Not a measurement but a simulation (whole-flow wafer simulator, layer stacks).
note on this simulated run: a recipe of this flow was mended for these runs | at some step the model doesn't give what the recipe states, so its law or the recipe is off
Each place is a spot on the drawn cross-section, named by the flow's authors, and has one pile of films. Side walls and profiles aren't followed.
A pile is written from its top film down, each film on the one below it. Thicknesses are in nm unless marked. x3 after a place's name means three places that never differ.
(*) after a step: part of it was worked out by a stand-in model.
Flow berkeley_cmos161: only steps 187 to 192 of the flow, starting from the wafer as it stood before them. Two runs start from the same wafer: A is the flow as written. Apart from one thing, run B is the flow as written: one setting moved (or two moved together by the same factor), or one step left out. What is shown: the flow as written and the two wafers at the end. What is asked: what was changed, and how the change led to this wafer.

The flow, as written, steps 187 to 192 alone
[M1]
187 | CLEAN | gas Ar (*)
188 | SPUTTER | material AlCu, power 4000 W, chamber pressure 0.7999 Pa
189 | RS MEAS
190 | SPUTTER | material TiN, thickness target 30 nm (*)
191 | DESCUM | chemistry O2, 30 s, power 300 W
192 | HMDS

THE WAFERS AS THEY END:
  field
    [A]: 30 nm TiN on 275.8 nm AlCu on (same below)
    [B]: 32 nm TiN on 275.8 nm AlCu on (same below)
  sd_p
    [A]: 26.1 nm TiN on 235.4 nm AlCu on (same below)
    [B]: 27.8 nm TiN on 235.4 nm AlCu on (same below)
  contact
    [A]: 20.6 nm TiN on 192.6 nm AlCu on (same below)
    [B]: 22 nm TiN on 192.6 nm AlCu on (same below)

What caused this: step 190, SPUTTER: thickness target 32 nm was run, though the flow has thickness target 30 nm.
One can read it off the wafer: field has TiN 32, and step 190 as written asks for 30 nm.

The path from the change to this, step by step:
  190 | SPUTTER | material TiN, thickness target 30 nm (*)
      field, sd_n, spacer_n, gate_n, spacer_p, gate_p, m1: A +30 TiN (new film) | B +32 TiN (new film)
      sd_p: A +26.1 TiN (new film) | B +27.8 TiN (new film)
      (also at 1 further place)
